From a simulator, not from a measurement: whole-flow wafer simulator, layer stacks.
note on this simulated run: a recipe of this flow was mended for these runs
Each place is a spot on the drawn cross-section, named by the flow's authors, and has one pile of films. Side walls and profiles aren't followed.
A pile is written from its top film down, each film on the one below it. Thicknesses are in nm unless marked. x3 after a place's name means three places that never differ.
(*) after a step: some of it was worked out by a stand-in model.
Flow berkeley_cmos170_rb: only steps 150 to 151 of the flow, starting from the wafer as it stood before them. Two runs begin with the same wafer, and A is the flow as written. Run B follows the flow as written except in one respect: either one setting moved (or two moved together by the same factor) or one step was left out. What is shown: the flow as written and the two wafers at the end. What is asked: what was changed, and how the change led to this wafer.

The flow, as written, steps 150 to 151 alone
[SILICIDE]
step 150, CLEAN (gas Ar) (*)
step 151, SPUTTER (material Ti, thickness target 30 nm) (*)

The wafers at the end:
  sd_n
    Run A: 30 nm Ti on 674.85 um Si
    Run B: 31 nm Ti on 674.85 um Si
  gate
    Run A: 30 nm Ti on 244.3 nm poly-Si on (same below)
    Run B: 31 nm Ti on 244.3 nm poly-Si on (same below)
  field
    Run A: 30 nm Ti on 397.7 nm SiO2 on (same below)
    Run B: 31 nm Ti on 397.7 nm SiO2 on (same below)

Cause: step 151, SPUTTER: thickness target 31 nm was run, whereas the flow has thickness target 30 nm.
One can read it off the wafer: sd_n has Ti 31, and step 151 as written asks for 30 nm.

Step by step, how the change led to this:
  step 151, SPUTTER (material Ti, thickness target 30 nm) (*)
      field, sd_n, spacer_n, gate, spacer_p, gate_p, contact, m1: A Ti gains 30 (new film) | B Ti gains 31 (new film)
      sd_p: A Ti gains 27.9 (new film) | B Ti gains 28.8 (new film)
